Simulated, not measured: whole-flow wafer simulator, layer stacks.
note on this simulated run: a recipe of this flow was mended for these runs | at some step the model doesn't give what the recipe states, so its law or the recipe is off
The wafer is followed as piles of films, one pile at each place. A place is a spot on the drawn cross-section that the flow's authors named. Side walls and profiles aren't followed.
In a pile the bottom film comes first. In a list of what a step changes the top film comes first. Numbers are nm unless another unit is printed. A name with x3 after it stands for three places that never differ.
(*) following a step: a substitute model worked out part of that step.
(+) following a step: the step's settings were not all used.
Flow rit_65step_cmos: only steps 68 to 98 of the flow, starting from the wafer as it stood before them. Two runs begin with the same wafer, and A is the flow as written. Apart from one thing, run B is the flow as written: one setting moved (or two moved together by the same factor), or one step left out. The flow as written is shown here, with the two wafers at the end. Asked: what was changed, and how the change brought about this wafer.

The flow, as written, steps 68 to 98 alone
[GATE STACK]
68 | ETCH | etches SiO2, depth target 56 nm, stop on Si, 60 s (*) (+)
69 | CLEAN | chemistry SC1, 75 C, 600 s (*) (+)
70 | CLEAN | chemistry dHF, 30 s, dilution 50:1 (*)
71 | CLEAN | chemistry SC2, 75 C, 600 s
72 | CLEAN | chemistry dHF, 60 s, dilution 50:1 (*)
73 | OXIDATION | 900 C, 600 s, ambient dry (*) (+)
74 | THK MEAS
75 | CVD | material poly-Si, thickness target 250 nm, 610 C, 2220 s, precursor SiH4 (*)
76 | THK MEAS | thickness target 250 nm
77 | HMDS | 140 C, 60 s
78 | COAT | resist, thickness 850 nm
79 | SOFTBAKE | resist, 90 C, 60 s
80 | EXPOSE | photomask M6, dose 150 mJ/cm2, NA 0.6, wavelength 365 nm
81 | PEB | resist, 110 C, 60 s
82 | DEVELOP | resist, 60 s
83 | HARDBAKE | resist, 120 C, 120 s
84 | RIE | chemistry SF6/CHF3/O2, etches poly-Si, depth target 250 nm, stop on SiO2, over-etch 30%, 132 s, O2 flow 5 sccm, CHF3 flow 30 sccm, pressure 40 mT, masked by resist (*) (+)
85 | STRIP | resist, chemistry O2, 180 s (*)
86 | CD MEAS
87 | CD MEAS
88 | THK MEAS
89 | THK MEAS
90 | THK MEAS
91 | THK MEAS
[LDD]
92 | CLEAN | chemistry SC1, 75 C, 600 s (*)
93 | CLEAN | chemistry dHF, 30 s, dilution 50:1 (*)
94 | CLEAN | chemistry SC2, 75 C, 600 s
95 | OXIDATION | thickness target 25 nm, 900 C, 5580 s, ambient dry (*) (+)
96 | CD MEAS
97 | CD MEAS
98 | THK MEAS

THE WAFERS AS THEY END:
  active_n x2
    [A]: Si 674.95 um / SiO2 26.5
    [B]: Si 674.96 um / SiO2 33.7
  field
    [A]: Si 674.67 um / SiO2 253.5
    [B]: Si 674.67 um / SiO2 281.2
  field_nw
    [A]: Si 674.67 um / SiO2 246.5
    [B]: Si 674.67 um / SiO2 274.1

What caused this: step 75, CVD: thickness target 341 nm was run, while the flow as written has thickness target 250 nm; step 75, CVD: 3025 s was run, where the flow has 2220 s.

Step by step, how the change led to this:
  75 | CVD | material poly-Si, thickness target 250 nm, 610 C, 2220 s, precursor SiH4 (*)
      field, field_pw, field_nw and 11 more: A poly-Si gains 250 (new film) | B poly-Si gains 341 (new film)
  84 | RIE | chemistry SF6/CHF3/O2, etches poly-Si, depth target 250 nm, stop on SiO2, over-etch 30%, 132 s, O2 flow 5 sccm, CHF3 flow 30 sccm, pressure 40 mT, masked by resist (*) (+)
      field, field_pw, field_nw and 9 more: A poly-Si loses 250 (all of it), SiO2 loses 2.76 | B poly-Si loses 325
  85 | STRIP | resist, chemistry O2, 180 s (*)
      field, field_pw, field_nw and 9 more: A nothing | B chemical SiO2 gains 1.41 (new film), poly-Si loses 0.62
  92 | CLEAN | chemistry SC1, 75 C, 600 s (*)
      field, field_pw, field_nw and 9 more: A SiO2 loses 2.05 | B chemical SiO2 loses 0.81, poly-Si loses 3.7
  93 | CLEAN | chemistry dHF, 30 s, dilution 50:1 (*)
      active_n x2, spacer, spacer_p, sd_n, sd_p, contact, m1: A SiO2 loses 2.36 (all of it) | B chemical SiO2 loses 0.6 (all of it)
      field, field_pw, field_nw, field_p: A SiO2 loses 2.78 | B chemical SiO2 loses 0.6 (all of it)
  95 | OXIDATION | thickness target 25 nm, 900 C, 5580 s, ambient dry (*) (+)
      active_n x2, spacer, spacer_p, sd_n, sd_p, contact, m1: A SiO2 gains 26.5 (new film), chemical SiO2 loses 0.4 (all of it), Si loses 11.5 | B chemical SiO2 loses 0.4 (all of it), poly-Si loses 11.5 (all of it), SiO2 gains 26.5
      field, field_pw: A SiO2 gains 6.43, Si loses 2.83 | B chemical SiO2 loses 0.4 (all of it), poly-Si loses 11.5 (all of it), SiO2 gains 26.5
      (as well as at 2 more places)
